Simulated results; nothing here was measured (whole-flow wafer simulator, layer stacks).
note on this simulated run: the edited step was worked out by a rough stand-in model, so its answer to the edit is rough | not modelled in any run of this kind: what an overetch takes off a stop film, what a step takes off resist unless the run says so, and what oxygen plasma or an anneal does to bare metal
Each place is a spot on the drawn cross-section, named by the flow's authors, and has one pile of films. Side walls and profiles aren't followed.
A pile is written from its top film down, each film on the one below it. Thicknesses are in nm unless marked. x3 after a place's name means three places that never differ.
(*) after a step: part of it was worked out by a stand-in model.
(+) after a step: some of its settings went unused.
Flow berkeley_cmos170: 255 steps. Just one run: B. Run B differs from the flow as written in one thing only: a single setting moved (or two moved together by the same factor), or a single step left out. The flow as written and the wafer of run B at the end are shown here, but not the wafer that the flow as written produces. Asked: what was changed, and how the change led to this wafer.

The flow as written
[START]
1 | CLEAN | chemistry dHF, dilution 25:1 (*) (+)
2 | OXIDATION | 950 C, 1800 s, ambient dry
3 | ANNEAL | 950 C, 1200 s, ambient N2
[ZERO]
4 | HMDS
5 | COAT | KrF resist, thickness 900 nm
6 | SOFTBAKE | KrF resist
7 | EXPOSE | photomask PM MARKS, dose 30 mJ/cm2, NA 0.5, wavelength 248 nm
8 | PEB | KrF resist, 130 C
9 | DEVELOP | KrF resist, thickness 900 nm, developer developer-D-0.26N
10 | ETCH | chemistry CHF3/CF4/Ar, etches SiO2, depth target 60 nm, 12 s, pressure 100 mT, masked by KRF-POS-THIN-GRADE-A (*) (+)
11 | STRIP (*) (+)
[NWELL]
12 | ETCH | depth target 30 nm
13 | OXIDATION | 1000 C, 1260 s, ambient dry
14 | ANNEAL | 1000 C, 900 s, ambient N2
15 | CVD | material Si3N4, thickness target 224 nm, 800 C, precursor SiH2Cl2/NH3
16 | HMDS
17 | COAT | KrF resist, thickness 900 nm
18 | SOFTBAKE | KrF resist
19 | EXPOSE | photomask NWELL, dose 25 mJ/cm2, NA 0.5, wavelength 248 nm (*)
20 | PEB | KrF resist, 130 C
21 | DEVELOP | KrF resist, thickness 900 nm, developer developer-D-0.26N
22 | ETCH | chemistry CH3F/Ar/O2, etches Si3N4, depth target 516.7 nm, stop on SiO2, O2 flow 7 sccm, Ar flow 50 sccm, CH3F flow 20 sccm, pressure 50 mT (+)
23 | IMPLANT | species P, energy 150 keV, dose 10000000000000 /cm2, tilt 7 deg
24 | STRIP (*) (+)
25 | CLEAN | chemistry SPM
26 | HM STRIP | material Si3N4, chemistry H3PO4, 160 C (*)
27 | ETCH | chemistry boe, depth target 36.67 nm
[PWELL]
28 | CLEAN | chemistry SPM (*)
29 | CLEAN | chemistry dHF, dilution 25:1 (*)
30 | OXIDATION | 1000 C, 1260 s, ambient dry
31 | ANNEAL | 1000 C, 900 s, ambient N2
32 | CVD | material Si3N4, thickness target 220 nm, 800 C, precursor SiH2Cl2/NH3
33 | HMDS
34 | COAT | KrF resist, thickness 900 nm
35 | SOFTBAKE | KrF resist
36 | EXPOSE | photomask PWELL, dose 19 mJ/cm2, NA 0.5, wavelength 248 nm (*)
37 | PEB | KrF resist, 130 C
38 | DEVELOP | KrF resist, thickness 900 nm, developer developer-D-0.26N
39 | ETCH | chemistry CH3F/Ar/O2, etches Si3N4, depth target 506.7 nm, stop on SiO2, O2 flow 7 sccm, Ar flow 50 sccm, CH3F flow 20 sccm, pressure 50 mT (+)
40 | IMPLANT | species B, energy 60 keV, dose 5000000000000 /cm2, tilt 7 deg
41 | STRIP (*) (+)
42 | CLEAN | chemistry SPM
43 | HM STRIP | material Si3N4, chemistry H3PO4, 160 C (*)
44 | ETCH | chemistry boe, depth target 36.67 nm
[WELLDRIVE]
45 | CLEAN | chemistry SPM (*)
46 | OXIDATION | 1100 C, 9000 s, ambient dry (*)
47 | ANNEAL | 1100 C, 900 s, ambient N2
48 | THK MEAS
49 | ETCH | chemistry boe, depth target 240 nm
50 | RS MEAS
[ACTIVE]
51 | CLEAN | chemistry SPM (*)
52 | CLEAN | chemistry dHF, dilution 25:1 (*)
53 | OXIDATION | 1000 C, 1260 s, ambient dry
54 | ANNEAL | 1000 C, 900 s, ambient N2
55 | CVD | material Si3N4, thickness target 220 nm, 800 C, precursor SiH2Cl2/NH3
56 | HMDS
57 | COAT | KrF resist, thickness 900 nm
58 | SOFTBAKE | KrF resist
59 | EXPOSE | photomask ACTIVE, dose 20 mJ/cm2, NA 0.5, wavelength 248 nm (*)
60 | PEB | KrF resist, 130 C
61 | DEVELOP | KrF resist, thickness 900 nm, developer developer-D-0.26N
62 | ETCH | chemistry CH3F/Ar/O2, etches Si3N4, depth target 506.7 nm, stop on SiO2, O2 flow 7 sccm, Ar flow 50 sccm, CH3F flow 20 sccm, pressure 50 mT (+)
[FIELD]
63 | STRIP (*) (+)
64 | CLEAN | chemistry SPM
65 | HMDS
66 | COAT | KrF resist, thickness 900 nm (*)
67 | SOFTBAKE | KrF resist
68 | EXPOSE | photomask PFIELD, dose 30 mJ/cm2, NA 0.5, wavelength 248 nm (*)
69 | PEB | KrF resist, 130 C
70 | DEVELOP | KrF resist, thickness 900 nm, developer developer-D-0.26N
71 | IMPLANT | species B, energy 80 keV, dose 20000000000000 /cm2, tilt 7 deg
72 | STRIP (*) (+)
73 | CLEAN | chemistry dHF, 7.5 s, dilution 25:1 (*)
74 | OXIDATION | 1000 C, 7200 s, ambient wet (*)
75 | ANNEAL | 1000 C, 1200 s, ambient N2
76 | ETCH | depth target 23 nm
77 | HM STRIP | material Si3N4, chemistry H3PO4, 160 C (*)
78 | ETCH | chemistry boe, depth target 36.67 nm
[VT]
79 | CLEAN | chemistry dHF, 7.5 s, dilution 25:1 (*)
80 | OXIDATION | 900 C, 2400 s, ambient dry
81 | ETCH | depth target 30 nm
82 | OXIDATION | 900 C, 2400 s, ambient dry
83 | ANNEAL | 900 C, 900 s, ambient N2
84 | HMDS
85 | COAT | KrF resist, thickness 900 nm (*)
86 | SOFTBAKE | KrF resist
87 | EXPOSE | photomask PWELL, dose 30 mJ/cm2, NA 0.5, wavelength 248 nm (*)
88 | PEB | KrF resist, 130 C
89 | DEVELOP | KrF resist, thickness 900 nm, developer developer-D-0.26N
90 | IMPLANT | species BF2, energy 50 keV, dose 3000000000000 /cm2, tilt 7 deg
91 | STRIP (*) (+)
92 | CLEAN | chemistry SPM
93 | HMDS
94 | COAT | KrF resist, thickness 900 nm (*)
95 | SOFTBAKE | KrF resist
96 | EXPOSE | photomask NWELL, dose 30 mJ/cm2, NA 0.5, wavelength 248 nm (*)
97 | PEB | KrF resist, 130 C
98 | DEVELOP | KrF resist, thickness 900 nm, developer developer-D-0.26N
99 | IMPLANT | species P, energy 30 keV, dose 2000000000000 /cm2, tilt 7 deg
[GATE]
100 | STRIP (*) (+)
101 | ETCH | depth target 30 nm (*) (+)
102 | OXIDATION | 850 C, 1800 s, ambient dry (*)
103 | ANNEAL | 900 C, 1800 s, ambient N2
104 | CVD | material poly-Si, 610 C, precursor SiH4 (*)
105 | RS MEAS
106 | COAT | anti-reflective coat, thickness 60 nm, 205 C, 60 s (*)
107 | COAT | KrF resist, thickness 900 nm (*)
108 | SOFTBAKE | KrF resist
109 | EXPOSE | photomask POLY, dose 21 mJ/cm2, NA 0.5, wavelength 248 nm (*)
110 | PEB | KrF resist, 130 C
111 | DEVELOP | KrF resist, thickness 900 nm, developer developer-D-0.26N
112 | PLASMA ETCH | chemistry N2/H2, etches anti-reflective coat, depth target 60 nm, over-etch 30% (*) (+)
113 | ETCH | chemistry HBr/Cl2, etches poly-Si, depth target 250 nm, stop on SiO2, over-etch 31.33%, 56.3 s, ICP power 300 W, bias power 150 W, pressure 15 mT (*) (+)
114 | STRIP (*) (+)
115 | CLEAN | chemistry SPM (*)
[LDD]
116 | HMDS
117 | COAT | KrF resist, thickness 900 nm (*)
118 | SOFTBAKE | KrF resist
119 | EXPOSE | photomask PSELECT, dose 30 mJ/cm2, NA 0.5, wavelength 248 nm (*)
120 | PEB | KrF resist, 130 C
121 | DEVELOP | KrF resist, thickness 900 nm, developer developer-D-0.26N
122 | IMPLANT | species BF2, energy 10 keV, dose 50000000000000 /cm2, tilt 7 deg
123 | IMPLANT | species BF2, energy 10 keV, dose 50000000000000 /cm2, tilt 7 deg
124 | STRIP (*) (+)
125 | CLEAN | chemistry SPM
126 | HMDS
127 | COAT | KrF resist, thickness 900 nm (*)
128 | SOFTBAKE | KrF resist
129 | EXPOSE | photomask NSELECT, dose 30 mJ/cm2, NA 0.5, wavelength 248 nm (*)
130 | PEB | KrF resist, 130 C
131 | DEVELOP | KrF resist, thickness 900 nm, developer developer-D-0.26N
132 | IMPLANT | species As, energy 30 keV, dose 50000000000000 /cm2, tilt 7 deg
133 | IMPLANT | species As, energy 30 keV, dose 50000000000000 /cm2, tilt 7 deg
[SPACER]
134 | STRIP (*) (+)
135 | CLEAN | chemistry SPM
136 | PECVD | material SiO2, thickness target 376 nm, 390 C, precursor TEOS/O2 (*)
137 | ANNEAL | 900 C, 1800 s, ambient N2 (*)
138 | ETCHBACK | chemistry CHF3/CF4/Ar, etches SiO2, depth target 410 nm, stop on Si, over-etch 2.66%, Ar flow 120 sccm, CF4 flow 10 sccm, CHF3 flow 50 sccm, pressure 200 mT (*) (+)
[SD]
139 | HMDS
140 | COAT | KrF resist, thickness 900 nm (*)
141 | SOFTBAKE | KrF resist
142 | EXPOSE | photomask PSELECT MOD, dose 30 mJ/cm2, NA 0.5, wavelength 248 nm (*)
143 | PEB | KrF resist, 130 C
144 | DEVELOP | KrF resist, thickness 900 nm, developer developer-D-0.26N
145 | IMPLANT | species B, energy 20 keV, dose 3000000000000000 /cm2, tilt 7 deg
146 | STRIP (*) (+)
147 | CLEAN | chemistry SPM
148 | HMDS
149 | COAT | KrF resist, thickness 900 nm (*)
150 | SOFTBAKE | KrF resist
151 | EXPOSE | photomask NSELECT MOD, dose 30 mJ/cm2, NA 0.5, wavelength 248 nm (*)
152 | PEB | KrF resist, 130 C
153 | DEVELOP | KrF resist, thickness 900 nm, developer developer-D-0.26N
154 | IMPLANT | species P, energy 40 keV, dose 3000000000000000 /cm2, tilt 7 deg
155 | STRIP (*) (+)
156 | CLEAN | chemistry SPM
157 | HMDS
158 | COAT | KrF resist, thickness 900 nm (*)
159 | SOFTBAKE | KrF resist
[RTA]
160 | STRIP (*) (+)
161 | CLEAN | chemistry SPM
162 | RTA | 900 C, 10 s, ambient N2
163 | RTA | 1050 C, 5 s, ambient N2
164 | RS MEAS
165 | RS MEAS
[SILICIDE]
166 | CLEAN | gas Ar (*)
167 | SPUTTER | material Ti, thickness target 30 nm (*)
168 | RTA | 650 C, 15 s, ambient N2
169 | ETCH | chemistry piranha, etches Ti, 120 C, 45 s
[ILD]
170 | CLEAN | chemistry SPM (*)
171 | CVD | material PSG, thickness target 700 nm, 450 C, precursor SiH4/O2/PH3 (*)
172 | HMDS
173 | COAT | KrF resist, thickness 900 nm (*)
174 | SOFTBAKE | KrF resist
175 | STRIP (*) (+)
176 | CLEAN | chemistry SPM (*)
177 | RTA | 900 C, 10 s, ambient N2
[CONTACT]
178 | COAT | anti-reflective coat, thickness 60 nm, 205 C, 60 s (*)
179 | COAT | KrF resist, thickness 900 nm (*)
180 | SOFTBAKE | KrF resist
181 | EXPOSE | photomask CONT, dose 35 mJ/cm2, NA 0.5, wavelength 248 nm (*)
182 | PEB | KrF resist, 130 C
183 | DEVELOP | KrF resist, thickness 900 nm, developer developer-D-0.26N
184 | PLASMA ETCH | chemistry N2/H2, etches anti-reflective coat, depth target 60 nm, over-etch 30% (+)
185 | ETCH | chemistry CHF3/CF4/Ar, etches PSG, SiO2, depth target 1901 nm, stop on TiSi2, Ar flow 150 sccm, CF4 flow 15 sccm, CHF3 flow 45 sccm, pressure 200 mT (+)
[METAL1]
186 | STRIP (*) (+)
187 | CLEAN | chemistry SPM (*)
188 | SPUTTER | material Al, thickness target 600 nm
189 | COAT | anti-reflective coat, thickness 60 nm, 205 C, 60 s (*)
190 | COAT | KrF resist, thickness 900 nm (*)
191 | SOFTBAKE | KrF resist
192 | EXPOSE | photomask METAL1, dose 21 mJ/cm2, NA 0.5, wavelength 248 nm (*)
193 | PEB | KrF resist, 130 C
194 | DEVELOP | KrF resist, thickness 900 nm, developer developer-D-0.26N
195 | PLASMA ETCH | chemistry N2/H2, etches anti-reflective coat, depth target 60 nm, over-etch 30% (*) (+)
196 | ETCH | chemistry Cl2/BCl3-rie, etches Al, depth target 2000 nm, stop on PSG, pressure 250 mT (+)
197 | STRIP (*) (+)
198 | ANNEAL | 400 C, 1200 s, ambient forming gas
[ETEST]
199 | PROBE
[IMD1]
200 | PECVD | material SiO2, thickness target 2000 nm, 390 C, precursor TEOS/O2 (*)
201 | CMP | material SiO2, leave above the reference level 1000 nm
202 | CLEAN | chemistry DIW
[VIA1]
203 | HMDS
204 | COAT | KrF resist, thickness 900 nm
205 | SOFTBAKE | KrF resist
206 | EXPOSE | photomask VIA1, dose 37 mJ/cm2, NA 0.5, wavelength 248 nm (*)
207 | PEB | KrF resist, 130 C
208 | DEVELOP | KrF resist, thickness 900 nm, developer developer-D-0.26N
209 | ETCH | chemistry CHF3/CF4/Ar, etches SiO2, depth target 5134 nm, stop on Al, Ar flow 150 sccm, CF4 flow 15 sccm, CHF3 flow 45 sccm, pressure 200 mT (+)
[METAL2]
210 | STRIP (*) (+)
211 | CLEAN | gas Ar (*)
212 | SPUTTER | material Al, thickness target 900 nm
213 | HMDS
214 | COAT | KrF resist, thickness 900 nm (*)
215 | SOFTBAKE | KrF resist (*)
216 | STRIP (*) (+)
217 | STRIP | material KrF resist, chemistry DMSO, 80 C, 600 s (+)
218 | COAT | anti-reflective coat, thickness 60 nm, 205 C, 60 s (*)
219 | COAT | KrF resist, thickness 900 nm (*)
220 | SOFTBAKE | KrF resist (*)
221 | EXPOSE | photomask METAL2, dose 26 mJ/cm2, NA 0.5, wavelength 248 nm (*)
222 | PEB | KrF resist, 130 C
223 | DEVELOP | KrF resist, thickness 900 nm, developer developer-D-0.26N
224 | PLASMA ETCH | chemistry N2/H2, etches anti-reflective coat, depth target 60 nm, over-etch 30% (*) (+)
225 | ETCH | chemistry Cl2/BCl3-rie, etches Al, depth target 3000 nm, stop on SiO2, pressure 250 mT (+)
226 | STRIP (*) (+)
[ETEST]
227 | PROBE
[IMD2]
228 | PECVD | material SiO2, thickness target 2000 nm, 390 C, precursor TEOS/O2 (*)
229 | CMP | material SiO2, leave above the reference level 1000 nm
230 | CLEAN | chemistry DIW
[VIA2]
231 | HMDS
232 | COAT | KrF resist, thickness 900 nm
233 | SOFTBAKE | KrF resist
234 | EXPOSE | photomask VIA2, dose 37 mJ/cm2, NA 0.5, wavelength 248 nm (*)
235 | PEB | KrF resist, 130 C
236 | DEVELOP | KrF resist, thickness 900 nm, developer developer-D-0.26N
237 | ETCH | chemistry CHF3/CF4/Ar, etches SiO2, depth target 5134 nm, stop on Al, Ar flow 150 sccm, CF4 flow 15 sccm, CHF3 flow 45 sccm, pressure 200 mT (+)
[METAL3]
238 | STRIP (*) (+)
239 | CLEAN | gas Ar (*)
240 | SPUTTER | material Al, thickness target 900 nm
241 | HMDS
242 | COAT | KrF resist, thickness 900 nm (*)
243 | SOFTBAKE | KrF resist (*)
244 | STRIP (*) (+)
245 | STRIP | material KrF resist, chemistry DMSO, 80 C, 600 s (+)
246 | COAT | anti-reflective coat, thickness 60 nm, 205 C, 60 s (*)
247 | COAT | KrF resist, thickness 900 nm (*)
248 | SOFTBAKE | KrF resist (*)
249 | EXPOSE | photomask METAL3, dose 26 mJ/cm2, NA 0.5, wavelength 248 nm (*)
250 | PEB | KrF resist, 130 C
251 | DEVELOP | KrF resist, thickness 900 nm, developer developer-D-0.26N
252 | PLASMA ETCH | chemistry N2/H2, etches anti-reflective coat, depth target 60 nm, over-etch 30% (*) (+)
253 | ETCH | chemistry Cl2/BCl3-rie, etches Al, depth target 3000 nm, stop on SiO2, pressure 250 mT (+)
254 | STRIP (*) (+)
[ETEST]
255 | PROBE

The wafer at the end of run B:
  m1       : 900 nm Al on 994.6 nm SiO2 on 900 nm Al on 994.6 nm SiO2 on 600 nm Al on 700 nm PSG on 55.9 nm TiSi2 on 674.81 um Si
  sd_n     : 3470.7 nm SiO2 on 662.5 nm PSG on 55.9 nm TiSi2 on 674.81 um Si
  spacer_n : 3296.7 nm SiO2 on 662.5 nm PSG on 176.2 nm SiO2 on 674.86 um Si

Cause: step 46, OXIDATION: 7200 s was run, though the flow has 9000 s.

Step by step, how the change led to this:
  46 | OXIDATION | 1100 C, 9000 s, ambient dry (*)
      field, sd_n, spacer_n and 9 more: +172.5 SiO2 (new film), -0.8 chemical SiO2 (all of it), -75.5 Si (as written it would have been: +197.7 SiO2 (new film), -0.8 chemical SiO2 (all of it), -86.6 Si)
  49 | ETCH | chemistry boe, depth target 240 nm
      field, sd_n, spacer_n and 9 more: -172.5 SiO2 (all of it) (as written it would have been: -197.7 SiO2 (all of it))
